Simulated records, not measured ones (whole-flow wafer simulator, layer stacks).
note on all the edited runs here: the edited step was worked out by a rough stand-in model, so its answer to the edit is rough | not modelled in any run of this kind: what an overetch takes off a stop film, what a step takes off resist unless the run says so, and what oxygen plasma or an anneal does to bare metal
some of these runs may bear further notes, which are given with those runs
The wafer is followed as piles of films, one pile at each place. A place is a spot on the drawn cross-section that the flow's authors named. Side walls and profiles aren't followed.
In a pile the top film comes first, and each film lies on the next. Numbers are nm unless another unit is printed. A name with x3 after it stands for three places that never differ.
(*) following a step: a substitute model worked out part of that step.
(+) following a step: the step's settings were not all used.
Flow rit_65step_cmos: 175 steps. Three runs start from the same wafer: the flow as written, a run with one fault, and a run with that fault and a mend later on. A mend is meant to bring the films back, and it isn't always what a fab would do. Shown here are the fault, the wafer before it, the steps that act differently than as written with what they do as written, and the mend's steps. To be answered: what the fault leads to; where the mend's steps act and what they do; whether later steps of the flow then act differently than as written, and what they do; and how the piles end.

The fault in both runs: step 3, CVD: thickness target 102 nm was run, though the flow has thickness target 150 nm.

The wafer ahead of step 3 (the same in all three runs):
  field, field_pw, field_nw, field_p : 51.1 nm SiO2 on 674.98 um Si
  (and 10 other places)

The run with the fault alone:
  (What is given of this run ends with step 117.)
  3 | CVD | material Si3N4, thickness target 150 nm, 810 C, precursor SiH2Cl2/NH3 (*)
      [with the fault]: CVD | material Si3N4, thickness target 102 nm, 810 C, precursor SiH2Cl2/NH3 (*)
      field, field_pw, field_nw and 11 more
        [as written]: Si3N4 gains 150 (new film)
        [with the fault]: Si3N4 gains 102 (new film)
  Later steps of the flow acting differently than as written (not shown: 36 more steps that differ only slightly, by at most 2% or 0.5 nm, whichever is larger):
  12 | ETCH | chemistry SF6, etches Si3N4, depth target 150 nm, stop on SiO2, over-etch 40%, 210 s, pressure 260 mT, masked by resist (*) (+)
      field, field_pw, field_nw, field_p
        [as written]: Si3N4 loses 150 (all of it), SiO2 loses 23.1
        [with the fault]: Si3N4 loses 102 (all of it), SiO2 loses 41.5
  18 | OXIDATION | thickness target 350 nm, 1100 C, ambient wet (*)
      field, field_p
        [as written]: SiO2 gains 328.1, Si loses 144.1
        [with the fault]: SiO2 gains 343.1, Si loses 150.7
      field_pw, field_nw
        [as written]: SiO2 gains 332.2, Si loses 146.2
        [with the fault]: SiO2 gains 346.3, Si loses 152.4
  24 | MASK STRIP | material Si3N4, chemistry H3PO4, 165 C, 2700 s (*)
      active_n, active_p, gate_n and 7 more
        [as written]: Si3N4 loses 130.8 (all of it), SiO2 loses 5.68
        [with the fault]: Si3N4 loses 82.8 (all of it), SiO2 loses 7.51
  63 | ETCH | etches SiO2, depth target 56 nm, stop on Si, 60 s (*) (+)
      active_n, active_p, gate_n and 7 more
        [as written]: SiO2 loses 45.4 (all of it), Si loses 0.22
        [with the fault]: SiO2 loses 43.6 (all of it), Si loses 0.25
  Once step 117 is done, the piles differ only a little from the flow's at the places that both follow, at most by 2% or 0.5 nm, whichever is larger.

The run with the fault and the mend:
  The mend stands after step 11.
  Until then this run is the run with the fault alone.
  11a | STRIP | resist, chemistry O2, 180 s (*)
      active_n, active_p, gate_n and 7 more
        resist loses 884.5 (all of it)
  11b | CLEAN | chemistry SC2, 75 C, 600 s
      leaves every film unchanged at each place that is followed
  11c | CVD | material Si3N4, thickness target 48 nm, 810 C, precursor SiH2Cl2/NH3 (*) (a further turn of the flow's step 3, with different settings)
      field, field_pw, field_nw and 11 more
        Si3N4 gains 48
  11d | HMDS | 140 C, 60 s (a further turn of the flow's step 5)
      leaves every film unchanged at each place that is followed
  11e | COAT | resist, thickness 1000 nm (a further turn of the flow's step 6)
      field, field_pw, field_nw and 11 more
        resist gains 1000 (new film)
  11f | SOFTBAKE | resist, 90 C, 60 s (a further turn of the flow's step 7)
      leaves every film unchanged at each place that is followed
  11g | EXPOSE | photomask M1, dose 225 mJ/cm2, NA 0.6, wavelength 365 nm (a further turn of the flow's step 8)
      leaves every film unchanged at each place that is followed
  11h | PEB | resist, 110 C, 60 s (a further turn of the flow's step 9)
      field, field_pw, field_nw and 11 more
        resist loses 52
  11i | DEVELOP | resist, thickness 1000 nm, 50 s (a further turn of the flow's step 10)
      field, field_pw, field_nw, field_p
        resist loses 948 (all of it)
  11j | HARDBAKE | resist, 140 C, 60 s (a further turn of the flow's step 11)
      active_n, active_p, gate_n and 7 more
        resist loses 63.5
  Later steps of the flow that are run all act as written at every place that is followed.
  By the end, the piles equal the flow's at every place that both follow.
